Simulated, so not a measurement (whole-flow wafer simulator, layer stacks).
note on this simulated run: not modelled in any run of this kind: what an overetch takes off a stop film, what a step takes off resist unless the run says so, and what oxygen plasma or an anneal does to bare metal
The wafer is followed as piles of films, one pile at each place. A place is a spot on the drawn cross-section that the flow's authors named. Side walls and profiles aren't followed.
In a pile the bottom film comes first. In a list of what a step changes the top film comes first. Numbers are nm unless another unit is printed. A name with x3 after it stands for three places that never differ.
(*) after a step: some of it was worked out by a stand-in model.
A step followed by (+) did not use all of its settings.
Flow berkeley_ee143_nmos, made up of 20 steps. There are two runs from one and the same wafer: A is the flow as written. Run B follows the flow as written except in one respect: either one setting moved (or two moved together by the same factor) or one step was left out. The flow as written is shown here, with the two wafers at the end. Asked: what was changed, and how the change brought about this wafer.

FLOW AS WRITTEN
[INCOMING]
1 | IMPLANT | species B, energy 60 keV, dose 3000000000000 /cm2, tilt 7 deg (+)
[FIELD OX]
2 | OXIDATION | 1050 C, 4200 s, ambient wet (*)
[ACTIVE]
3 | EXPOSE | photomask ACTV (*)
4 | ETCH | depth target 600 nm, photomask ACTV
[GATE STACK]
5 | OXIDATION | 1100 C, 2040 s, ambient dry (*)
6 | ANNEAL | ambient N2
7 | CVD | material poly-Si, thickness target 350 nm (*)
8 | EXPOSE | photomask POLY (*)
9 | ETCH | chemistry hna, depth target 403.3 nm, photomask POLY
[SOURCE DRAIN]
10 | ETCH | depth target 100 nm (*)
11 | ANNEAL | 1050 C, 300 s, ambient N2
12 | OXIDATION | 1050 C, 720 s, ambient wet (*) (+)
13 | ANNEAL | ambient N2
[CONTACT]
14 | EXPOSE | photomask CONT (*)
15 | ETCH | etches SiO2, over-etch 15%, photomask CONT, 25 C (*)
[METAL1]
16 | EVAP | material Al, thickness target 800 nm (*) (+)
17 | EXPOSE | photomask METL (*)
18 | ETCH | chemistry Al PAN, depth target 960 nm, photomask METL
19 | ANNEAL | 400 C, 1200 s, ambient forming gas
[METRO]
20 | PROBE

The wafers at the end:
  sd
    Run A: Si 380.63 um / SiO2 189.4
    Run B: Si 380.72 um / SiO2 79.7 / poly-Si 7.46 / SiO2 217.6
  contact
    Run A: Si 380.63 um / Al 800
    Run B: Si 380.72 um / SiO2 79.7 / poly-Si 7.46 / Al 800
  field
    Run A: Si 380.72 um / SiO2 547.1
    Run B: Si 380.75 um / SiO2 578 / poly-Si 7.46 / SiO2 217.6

Cause: step 9, ETCH: depth target 246.8 nm was run, though the flow has depth target 403.3 nm.

Step by step, how the change led to this:
  9 | ETCH | chemistry hna, depth target 403.3 nm, photomask POLY
      sd, contact, field: A -350 poly-Si (all of it) | B -246.8 poly-Si
  10 | ETCH | depth target 100 nm (*)
      sd, contact: A -79.7 SiO2 (all of it) | B nothing
      field: A -100 SiO2 | B nothing
  12 | OXIDATION | 1050 C, 720 s, ambient wet (*) (+)
      sd, contact: A +189.4 SiO2 (new film), -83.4 Si | B +217.6 SiO2 (new film), -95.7 poly-Si
      field: A +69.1 SiO2, -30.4 Si | B +217.6 SiO2 (new film), -95.7 poly-Si
  15 | ETCH | etches SiO2, over-etch 15%, photomask CONT, 25 C (*)
      contact: A -189.4 SiO2 (all of it) | B -217.6 SiO2 (all of it)
